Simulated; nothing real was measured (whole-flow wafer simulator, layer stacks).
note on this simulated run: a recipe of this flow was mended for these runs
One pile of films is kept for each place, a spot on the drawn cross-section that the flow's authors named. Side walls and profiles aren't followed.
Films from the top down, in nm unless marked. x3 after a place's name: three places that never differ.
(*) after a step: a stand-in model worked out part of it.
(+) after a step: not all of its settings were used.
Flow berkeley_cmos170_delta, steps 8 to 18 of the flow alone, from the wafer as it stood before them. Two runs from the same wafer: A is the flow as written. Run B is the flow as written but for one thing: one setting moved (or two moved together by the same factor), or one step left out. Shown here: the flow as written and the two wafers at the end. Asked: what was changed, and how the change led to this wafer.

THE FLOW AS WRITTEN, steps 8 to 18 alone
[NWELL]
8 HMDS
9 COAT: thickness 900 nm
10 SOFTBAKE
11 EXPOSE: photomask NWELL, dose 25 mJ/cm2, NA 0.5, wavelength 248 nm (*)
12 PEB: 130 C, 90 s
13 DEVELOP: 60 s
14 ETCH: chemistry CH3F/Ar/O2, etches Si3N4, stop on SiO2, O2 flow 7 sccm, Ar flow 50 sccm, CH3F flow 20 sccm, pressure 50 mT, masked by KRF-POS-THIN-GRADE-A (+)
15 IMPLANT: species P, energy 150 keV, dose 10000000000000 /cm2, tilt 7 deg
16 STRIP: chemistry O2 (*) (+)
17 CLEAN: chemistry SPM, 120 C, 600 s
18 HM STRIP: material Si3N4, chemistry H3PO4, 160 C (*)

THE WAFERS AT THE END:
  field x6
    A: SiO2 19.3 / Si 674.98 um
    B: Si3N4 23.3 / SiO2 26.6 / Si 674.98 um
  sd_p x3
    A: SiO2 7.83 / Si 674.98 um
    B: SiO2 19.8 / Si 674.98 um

The cause: step 18, HM STRIP: 139 C was run, where the flow has 160 C.

How the change led to this, step by step:
  18 HM STRIP: material Si3N4, chemistry H3PO4, 160 C (*)
      field x6: A Si3N4 -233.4 (all of it), SiO2 -7.29 | B Si3N4 -210.1
      sd_p x3: A SiO2 -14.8 | B SiO2 -2.89
